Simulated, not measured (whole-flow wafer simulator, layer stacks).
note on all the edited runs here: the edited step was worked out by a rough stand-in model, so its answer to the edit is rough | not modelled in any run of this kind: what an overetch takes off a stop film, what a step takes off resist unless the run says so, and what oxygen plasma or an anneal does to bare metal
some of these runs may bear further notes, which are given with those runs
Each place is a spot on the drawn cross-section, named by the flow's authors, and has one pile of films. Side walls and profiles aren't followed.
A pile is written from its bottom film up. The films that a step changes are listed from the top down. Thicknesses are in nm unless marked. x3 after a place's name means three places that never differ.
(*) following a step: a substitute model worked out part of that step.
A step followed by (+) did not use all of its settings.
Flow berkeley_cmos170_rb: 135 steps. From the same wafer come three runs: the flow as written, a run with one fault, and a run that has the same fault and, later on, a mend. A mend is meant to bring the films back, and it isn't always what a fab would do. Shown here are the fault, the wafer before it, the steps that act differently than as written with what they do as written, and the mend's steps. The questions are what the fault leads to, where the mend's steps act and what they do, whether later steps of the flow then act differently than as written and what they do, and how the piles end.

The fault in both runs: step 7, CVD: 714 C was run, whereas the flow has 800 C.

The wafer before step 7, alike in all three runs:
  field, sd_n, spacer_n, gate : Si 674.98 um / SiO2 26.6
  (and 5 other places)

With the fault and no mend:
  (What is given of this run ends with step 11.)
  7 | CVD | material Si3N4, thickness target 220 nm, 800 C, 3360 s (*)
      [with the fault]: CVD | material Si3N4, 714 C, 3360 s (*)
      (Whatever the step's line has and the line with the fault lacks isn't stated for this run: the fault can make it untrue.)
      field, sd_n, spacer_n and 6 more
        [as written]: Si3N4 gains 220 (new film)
        [with the fault]: Si3N4 gains 48.7 (new film)
  Later steps of the flow up to step 11 that are run all act as written at every place that is followed.
  After step 11, at field, sd_n, spacer_n and 6 more, the piles differ from the flow's by more than 2% or 0.5 nm, whichever is larger.
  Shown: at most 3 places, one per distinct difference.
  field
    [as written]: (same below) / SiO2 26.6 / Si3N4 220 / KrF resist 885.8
    [with the fault]: (same below) / SiO2 26.6 / Si3N4 48.7 / KrF resist 885.8
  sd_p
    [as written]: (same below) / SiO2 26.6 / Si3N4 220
    [with the fault]: (same below) / SiO2 26.6 / Si3N4 48.7

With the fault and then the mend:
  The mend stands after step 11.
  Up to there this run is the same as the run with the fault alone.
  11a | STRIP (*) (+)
      field, sd_n, spacer_n, gate, contact, m1
        KrF resist loses 885.8 (all of it)
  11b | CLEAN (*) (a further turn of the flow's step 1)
      alters no film at any place that is followed
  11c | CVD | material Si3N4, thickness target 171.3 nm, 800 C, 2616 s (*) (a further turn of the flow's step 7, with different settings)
      field, sd_n, spacer_n and 6 more
        Si3N4 gains 171.3
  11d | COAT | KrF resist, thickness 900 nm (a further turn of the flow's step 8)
      field, sd_n, spacer_n and 6 more
        KrF resist gains 900 (new film)
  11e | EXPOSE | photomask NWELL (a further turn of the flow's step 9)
      alters no film at any place that is followed
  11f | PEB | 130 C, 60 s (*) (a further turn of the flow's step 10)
      alters no film at any place that is followed
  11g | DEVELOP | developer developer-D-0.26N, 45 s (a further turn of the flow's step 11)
      field, sd_n, spacer_n, gate, contact, m1
        KrF resist loses 14.2
      sd_p, spacer_p, gate_p
        KrF resist loses 900 (all of it)
  Later steps of the flow that are run all act as written at every place that is followed, up to a difference of at most 2% or 0.5 nm, whichever is larger.
  By the end, the piles equal the flow's at every place that both follow.
